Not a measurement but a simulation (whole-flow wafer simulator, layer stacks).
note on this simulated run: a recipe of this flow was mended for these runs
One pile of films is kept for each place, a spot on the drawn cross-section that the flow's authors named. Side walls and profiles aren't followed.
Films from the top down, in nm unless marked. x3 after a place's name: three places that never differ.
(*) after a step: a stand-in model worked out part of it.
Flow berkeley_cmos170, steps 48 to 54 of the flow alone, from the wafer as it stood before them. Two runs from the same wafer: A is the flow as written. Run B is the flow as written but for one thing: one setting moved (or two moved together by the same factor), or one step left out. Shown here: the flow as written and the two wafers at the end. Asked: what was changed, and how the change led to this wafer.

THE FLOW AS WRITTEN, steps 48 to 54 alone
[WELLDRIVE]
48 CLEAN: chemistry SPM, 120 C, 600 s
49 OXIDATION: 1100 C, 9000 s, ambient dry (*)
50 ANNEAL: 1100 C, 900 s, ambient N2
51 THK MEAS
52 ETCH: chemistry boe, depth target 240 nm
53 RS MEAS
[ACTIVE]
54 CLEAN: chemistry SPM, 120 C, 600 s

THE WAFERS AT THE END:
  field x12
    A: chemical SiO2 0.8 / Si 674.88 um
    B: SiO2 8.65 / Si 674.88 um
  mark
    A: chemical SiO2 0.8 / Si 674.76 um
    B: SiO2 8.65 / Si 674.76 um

The cause: step 52, ETCH: depth target 189 nm was run, where the flow has depth target 240 nm.

How the change led to this, step by step:
  52 ETCH: chemistry boe, depth target 240 nm
      field x12, mark: A SiO2 -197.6 (all of it) | B SiO2 -189
  54 CLEAN: chemistry SPM, 120 C, 600 s
      field x12, mark: A chemical SiO2 +0.8 (new film), Si -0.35 | B nothing
